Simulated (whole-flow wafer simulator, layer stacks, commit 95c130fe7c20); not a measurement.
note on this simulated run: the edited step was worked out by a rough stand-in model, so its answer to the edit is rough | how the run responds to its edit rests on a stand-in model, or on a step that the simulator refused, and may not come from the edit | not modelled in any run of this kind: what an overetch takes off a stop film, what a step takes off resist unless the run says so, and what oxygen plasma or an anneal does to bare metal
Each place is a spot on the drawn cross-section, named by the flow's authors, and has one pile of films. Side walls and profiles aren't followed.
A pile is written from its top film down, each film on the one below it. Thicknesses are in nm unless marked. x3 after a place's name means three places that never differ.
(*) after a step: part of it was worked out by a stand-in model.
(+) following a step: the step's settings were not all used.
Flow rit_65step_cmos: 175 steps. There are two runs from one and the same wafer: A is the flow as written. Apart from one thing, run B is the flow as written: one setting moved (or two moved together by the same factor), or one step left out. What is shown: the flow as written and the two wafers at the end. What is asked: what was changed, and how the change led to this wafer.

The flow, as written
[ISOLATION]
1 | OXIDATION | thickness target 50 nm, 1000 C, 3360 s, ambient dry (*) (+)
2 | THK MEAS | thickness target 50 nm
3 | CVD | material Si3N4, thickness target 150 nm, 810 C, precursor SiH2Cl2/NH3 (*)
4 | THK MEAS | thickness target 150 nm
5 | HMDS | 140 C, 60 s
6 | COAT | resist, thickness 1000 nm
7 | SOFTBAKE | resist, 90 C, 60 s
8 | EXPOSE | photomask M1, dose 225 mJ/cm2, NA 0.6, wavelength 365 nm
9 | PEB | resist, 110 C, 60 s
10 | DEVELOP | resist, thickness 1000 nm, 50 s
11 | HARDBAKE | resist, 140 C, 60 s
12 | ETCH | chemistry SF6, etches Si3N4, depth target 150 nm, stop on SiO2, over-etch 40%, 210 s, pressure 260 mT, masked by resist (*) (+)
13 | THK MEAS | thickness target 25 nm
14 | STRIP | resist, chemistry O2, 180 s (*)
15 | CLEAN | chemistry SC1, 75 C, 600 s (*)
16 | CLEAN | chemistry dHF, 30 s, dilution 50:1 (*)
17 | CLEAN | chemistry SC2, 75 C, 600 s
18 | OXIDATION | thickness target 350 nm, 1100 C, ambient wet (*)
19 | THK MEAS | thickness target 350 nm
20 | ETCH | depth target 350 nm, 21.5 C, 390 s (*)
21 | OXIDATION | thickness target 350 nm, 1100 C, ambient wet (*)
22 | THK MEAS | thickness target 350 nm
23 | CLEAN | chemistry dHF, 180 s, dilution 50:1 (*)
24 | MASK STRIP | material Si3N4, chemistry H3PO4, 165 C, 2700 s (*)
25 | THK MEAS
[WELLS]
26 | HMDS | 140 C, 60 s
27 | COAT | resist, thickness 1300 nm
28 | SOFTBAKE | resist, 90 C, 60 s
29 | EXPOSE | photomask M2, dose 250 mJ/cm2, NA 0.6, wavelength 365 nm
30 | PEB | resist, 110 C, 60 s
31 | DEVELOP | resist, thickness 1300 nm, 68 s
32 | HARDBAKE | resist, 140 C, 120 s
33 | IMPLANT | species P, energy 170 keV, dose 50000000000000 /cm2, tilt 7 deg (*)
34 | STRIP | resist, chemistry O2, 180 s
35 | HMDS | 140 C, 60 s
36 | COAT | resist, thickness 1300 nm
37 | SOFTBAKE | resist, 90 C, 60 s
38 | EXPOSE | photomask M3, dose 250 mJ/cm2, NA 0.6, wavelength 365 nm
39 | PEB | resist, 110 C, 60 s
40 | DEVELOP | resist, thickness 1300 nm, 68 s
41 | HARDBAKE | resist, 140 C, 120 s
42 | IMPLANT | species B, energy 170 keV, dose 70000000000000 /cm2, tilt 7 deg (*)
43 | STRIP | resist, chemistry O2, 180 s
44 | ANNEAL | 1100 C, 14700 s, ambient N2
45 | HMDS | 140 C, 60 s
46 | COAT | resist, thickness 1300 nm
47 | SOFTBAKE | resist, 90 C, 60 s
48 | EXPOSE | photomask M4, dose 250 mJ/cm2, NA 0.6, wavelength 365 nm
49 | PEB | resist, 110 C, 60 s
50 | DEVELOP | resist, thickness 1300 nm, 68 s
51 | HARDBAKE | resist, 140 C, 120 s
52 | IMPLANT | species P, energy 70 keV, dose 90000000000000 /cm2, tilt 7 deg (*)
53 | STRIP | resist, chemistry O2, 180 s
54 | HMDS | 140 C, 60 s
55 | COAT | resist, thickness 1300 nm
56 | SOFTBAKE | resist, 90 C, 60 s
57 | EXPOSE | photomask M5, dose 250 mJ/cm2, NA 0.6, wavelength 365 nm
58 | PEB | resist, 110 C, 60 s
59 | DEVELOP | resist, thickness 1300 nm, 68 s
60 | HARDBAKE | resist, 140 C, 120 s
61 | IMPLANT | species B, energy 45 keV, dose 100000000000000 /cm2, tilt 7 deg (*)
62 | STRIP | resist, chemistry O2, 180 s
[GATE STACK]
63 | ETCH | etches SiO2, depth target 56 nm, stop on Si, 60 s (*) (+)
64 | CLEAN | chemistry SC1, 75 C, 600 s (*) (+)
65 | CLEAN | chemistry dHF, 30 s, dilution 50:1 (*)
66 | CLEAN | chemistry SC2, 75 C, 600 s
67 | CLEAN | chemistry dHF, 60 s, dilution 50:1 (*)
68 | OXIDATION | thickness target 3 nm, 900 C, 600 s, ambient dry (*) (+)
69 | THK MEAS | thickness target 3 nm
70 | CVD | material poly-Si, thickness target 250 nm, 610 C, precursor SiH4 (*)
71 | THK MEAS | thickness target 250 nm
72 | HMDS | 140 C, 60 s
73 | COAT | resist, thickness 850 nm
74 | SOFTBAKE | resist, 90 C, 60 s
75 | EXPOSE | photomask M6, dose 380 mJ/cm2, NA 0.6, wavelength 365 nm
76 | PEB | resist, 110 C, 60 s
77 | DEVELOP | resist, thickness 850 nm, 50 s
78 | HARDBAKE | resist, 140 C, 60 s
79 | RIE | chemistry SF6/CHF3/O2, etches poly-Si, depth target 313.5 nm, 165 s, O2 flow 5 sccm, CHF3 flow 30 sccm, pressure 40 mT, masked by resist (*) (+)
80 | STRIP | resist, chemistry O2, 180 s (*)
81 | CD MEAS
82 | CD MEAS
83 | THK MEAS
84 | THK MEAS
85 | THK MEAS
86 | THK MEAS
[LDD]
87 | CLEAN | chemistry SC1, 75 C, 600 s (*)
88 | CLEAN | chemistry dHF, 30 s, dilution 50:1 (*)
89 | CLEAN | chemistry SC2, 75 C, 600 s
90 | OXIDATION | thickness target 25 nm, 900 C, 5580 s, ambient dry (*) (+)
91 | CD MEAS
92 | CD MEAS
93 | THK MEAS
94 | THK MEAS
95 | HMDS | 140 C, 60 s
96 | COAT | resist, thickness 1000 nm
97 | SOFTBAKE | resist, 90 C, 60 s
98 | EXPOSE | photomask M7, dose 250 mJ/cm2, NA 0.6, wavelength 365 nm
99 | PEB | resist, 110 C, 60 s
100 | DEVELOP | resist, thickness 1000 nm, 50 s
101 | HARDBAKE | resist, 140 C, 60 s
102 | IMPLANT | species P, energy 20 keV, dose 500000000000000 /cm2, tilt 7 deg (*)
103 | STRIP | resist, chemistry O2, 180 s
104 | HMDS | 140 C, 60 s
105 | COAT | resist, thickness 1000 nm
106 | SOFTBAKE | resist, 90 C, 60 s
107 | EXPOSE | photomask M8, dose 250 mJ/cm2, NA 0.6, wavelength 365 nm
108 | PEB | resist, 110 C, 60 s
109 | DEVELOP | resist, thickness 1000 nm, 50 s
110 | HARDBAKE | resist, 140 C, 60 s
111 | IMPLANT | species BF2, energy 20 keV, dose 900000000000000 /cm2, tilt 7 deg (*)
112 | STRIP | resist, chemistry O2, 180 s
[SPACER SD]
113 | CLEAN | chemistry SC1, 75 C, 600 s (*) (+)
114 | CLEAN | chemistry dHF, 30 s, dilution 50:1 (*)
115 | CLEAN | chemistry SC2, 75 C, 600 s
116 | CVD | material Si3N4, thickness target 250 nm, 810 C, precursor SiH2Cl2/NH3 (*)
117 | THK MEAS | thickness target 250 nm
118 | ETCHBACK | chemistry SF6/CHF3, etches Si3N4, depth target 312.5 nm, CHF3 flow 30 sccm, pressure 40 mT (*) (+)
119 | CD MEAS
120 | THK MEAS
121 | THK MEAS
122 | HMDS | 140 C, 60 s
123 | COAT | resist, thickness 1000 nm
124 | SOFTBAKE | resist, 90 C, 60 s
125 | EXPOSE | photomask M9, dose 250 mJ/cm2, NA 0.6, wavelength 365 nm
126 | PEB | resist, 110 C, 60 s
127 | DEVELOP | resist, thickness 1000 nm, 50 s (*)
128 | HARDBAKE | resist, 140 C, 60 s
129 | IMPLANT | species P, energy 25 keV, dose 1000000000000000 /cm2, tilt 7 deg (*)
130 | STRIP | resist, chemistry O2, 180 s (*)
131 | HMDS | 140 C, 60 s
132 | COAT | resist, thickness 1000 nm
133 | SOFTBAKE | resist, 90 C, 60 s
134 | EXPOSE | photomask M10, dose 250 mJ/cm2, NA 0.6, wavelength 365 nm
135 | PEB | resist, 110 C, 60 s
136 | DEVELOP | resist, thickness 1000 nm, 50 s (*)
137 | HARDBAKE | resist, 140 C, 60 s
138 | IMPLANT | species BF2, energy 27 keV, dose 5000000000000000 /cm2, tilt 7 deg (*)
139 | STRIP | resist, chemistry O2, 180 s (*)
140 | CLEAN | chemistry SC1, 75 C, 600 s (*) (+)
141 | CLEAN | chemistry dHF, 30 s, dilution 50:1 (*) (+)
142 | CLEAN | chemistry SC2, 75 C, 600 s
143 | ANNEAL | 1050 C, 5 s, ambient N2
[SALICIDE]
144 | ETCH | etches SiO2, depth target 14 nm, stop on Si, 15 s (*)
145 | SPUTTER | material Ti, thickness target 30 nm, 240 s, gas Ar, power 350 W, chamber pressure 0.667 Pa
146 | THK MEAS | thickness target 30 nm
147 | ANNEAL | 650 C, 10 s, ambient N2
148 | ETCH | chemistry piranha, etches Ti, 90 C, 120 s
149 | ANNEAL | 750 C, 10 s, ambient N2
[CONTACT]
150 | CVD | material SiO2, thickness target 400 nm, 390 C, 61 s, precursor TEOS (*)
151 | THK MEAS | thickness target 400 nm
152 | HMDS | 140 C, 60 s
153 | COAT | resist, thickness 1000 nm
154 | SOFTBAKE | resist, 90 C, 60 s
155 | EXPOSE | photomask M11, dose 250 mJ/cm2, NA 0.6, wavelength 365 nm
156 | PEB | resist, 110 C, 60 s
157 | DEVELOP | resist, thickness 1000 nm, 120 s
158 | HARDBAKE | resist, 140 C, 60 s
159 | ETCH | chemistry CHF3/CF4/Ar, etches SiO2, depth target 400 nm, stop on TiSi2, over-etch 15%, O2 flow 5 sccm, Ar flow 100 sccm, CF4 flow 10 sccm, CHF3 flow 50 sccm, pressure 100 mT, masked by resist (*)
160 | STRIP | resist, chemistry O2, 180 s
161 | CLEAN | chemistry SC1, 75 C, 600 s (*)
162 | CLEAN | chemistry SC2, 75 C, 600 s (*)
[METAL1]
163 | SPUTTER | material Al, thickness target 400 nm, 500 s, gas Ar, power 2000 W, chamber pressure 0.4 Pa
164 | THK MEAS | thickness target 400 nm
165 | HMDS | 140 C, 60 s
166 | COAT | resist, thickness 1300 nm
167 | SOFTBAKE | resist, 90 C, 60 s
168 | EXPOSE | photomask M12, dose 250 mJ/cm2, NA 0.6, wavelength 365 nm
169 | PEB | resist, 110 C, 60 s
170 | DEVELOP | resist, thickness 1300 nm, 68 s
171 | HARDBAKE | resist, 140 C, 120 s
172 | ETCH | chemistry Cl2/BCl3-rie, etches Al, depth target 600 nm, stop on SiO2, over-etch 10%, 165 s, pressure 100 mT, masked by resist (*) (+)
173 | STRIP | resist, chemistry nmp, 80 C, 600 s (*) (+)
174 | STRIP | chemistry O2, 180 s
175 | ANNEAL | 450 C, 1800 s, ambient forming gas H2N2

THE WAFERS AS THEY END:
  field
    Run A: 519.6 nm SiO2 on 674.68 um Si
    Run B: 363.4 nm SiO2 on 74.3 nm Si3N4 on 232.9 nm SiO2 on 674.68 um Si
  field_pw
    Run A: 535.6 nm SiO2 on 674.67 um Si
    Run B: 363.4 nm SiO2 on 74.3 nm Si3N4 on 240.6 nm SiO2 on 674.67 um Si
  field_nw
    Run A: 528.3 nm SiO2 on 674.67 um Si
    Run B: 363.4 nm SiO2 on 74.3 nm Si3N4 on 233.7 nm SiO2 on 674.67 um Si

The reason: step 116, CVD: thickness target 388 nm was run, though the flow has thickness target 250 nm.

Step by step, how the change led to this:
  116 | CVD | material Si3N4, thickness target 250 nm, 810 C, precursor SiH2Cl2/NH3 (*)
      field, field_pw, field_nw and 11 more: A +250 Si3N4 (new film) | B +388 Si3N4 (new film)
  118 | ETCHBACK | chemistry SF6/CHF3, etches Si3N4, depth target 312.5 nm, CHF3 flow 30 sccm, pressure 40 mT (*) (+)
      field, field_pw, field_nw, field_p: A -250 Si3N4 (all of it), -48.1 SiO2 | B -312.5 Si3N4
      gate_n: A -250 Si3N4 (all of it), -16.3 SiO2 (all of it), -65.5 poly-Si | B -312.5 Si3N4
      (and at 3 other places as well)
  123 | COAT | resist, thickness 1000 nm
      field: A +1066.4 resist (new film) | B +1044.5 resist (new film)
      field_p: A +1073.5 resist (new film) | B +1051.6 resist (new film)
      (and at 4 other places as well)
  126 | PEB | resist, 110 C, 60 s
      gate_n, gate_p: A -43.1 resist | B -40.1 resist
      field: A -55.6 resist | B -54.3 resist
      (and at 3 other places as well)
  127 | DEVELOP | resist, thickness 1000 nm, 50 s (*)
      field: A -1010.9 resist (all of it) | B -990.2 resist (all of it)
      gate_n: A -791.9 resist (all of it) | B -739.3 resist (all of it)
      (and at 1 other place as well)
  128 | HARDBAKE | resist, 140 C, 60 s
      field_nw: A -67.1 resist | B -65.7 resist
      field_p: A -68.8 resist | B -67.2 resist
      (and at 2 other places as well)
  130 | STRIP | resist, chemistry O2, 180 s (*)
      gate_n: A +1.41 chemical SiO2 (new film), -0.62 poly-Si | B nothing
      gate_p: A +1.31 chemical SiO2 (new film), -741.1 resist (all of it), -0.58 poly-Si | B -691.7 resist (all of it)
      (and at 2 other places as well)
  132 | COAT | resist, thickness 1000 nm
      field: A +1067 resist (new film) | B +1044.5 resist (new film)
      field_p: A +1074 resist (new film) | B +1051.6 resist (new film)
      (and at 4 other places as well)
  135 | PEB | resist, 110 C, 60 s
      gate_n, gate_p: A -43.1 resist | B -40.1 resist
      field: A -55.6 resist | B -54.3 resist
      (and at 3 other places as well)
  136 | DEVELOP | resist, thickness 1000 nm, 50 s (*)
      field_p: A -1018 resist (all of it) | B -996.9 resist (all of it)
      gate_p: A -792.8 resist (all of it) | B -739.6 resist (all of it)
      (and at 1 other place as well)
  137 | HARDBAKE | resist, 140 C, 60 s
      field: A -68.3 resist | B -66.4 resist
      field_nw: A -67.1 resist | B -65.7 resist
      (and at 2 other places as well)
  139 | STRIP | resist, chemistry O2, 180 s (*)
      gate_n: A -740 resist (all of it), +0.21 chemical SiO2, -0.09 poly-Si | B -691.5 resist (all of it)
      field: A -943.1 resist (all of it) | B -923.9 resist (all of it)
      (and at 1 other place as well)
  140 | CLEAN | chemistry SC1, 75 C, 600 s (*) (+)
      field, field_pw, field_nw, field_p: A -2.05 SiO2 | B -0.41 Si3N4
      gate_n, gate_p: A -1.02 chemical SiO2, -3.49 poly-Si | B -0.41 Si3N4
  141 | CLEAN | chemistry dHF, 30 s, dilution 50:1 (*) (+)
      field, field_p: A -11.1 SiO2 | B -0.43 Si3N4
      field_pw, field_nw: A -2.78 SiO2 | B -0.43 Si3N4
      (and at 2 other places as well)
  144 | ETCH | etches SiO2, depth target 14 nm, stop on Si, 15 s (*)
      field, field_pw, field_nw, field_p: A -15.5 SiO2 | B -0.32 Si3N4
  145 | SPUTTER | material Ti, thickness target 30 nm, 240 s, gas Ar, power 350 W, chamber pressure 0.667 Pa
      gate_n: A +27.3 Ti (new film) | B +30 Ti (new film)
      gate_p: A +27.2 Ti (new film) | B +30 Ti (new film)
  ... another 10 steps ...
  170 | DEVELOP | resist, thickness 1300 nm, 68 s
      field: A -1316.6 resist (all of it) | B -1268.8 resist (all of it)
      field_pw: A -1285.5 resist (all of it) | B -1256.9 resist (all of it)
      (and at 6 other places as well)
